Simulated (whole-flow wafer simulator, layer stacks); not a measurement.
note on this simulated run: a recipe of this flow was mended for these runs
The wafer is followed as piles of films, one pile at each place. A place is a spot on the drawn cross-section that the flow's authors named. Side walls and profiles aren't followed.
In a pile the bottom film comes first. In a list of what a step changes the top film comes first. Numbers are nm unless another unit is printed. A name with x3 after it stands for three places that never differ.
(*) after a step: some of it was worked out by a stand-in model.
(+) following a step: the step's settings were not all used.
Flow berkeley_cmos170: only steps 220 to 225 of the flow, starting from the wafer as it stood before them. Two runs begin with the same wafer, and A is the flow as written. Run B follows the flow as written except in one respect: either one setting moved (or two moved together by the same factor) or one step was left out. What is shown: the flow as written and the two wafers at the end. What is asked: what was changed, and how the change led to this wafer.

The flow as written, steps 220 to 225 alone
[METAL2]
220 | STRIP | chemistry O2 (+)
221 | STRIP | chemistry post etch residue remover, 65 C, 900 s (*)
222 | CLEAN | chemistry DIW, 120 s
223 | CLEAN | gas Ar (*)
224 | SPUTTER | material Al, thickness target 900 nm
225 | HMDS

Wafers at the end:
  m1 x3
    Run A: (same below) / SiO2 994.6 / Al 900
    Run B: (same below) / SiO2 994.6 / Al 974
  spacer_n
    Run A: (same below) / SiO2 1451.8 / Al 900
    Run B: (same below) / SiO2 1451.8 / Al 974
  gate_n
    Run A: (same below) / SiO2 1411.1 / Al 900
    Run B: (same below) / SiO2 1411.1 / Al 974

The reason: step 224, SPUTTER: thickness target 974 nm was run, though the flow has thickness target 900 nm.
One can read it off the wafer: m1 x3 has Al 974, and step 224 as written asks for 900 nm.

How this came from the change, step by step:
  224 | SPUTTER | material Al, thickness target 900 nm
      field, mark, sd_n and 9 more: A +900 Al (new film) | B +974 Al (new film)
      via1: A +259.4 Al | B +269.9 Al
